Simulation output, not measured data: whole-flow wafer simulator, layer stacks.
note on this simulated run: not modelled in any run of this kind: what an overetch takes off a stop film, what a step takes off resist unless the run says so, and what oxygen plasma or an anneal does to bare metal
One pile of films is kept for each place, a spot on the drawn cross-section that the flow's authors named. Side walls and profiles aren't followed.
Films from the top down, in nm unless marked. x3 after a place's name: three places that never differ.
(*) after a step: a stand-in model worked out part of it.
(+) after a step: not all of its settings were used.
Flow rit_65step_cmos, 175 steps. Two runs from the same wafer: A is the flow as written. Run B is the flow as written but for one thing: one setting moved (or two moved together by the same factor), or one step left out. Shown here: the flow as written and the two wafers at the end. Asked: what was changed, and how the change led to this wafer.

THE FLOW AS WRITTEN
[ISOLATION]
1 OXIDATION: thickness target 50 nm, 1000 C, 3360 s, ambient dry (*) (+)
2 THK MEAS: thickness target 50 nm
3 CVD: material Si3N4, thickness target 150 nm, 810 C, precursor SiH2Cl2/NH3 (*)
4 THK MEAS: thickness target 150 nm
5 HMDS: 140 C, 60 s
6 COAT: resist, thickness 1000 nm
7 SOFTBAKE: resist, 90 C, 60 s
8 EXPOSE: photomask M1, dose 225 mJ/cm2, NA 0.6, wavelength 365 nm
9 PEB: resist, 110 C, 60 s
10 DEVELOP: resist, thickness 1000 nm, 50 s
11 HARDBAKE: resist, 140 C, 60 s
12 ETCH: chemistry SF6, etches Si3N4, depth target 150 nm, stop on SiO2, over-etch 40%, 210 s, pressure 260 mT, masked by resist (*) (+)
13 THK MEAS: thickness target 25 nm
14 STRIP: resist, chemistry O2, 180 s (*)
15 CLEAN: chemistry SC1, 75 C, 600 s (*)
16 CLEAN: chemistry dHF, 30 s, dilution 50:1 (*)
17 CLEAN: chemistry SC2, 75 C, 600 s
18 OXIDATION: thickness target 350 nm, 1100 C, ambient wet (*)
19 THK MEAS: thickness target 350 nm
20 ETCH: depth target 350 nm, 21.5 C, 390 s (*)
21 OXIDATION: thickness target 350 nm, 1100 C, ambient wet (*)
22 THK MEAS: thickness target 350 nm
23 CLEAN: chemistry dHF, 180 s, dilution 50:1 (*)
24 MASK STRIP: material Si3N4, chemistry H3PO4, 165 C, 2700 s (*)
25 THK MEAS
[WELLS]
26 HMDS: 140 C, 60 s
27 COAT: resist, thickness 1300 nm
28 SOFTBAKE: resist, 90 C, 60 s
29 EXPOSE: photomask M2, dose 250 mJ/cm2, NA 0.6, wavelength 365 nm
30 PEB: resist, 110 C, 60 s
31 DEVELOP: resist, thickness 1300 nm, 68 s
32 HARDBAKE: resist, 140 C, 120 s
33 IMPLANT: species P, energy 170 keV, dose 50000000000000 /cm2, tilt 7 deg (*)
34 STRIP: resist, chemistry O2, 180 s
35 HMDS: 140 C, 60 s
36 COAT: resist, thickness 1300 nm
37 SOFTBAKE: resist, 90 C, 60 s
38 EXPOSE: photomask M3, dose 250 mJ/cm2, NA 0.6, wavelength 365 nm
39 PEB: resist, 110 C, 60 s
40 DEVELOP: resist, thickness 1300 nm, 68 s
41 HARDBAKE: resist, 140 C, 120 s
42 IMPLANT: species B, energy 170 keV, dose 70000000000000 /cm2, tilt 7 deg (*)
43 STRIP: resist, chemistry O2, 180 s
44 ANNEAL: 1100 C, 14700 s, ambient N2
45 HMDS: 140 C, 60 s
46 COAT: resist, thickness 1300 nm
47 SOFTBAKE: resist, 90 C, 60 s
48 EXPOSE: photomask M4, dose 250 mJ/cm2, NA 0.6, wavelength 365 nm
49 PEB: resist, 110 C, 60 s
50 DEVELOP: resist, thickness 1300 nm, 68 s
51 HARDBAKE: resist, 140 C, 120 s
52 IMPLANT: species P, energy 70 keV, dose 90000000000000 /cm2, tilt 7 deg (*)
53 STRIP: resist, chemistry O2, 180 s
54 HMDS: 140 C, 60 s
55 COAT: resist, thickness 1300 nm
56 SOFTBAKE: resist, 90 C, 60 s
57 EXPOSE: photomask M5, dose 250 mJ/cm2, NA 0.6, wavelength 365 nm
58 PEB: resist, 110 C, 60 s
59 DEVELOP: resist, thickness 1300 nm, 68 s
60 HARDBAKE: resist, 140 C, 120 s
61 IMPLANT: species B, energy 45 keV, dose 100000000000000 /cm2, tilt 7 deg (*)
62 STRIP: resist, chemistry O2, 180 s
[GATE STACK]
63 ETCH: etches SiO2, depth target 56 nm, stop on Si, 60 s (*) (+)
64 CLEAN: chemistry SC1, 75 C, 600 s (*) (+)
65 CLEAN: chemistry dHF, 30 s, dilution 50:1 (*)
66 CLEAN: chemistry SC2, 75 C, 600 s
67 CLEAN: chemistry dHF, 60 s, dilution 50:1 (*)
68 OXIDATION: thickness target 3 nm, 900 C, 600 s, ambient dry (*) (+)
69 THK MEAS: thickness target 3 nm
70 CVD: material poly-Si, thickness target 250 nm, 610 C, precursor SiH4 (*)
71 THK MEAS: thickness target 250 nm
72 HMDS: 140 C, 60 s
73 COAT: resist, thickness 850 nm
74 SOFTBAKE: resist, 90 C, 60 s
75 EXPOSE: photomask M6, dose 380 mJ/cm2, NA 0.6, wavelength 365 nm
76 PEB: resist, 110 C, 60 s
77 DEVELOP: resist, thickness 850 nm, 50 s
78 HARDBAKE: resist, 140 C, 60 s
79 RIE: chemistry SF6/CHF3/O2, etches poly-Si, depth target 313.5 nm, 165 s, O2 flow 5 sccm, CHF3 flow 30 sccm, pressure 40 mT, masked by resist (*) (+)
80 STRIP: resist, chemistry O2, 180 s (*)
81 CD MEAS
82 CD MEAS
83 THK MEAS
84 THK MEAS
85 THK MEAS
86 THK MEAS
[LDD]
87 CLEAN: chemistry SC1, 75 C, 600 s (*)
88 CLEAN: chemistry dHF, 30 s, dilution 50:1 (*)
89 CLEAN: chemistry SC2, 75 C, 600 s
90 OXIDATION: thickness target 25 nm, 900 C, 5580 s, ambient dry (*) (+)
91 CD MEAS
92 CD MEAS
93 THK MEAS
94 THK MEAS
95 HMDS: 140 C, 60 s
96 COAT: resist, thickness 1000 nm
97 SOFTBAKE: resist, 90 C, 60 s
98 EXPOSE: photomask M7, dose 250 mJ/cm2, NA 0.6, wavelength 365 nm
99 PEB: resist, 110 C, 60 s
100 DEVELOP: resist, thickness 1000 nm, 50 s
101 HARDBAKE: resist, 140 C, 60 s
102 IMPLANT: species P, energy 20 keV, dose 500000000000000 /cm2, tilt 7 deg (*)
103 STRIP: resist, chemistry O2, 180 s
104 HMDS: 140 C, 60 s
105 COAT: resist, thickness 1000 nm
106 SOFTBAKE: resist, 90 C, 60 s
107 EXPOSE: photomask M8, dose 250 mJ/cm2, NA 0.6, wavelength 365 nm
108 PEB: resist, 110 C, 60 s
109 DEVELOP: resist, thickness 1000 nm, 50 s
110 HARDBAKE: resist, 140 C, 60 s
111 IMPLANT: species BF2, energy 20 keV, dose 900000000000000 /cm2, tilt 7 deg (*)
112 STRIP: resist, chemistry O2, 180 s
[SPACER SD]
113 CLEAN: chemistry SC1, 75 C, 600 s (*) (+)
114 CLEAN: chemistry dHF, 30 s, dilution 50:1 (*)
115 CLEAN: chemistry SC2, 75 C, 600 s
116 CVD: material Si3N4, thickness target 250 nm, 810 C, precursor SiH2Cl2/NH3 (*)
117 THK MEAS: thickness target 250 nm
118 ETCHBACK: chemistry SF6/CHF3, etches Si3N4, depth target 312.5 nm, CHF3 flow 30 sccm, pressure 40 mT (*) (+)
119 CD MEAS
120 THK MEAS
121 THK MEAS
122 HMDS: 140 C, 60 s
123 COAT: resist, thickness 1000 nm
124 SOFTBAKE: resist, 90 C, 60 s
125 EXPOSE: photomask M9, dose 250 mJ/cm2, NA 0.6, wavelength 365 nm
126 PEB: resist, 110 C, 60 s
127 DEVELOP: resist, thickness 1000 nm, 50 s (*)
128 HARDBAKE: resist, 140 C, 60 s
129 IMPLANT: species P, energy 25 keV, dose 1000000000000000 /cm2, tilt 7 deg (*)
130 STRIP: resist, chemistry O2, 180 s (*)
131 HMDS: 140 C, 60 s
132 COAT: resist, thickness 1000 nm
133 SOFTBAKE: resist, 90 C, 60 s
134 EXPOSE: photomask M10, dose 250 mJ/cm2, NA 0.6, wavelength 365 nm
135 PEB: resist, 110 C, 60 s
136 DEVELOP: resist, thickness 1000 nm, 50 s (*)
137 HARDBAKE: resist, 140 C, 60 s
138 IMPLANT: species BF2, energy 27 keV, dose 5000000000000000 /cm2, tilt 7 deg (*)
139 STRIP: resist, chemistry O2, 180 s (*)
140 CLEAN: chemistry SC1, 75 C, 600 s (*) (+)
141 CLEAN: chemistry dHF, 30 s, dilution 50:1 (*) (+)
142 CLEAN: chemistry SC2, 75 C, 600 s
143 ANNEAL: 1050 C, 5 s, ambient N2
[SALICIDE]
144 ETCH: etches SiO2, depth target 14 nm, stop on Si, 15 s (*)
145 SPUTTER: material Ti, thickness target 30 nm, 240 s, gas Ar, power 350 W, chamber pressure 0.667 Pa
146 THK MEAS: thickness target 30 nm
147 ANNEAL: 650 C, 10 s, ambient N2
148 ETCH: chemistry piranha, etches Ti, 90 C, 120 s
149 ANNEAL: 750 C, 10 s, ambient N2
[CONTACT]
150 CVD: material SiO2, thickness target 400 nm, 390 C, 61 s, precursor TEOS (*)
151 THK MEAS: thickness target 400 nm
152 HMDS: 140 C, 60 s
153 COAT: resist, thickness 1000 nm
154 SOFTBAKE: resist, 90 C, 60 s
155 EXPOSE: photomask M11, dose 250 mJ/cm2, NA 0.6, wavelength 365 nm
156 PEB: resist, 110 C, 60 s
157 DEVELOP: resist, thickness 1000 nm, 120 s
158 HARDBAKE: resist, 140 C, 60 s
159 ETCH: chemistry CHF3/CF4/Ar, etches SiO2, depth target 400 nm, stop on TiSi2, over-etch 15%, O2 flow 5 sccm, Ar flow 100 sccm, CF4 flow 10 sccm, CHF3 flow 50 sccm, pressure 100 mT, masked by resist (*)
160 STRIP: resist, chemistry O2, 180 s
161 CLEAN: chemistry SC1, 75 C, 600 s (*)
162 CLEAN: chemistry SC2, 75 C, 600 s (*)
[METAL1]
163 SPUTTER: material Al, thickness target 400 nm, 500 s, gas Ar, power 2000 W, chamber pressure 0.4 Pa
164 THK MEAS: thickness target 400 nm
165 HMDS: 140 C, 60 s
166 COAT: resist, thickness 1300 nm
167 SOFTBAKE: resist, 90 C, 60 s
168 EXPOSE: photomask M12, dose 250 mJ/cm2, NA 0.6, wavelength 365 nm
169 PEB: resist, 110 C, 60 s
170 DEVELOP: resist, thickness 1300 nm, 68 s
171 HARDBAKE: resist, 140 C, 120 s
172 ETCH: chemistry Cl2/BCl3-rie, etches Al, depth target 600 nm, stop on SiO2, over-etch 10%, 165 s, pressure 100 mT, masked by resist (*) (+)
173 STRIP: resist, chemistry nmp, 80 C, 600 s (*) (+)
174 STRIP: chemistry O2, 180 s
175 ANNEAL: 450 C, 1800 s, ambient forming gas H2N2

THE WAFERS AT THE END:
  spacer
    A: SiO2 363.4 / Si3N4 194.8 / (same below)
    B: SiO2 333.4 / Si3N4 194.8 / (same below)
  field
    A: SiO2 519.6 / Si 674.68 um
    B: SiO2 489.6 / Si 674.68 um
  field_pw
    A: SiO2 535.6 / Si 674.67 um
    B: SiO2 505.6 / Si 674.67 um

The cause: step 163, SPUTTER: 200 s was run, where the flow has 500 s.

How the change led to this, step by step:
  163 SPUTTER: material Al, thickness target 400 nm, 500 s, gas Ar, power 2000 W, chamber pressure 0.4 Pa
      field, field_p, spacer, spacer_p: A Al +400 (new film) | B Al +160 (new film)
      gate_n, gate_p: A Al +396 (new film) | B Al +160 (new film)
      (and at 2 more places)
  172 ETCH: chemistry Cl2/BCl3-rie, etches Al, depth target 600 nm, stop on SiO2, over-etch 10%, 165 s, pressure 100 mT, masked by resist (*) (+)
      field, field_p, spacer, spacer_p: A Al -400 (all of it), SiO2 -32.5 | B Al -160 (all of it), SiO2 -62.5
      gate_n, gate_p: A Al -396 (all of it), SiO2 -33 | B Al -160 (all of it), SiO2 -62.5
      (and at 2 more places)
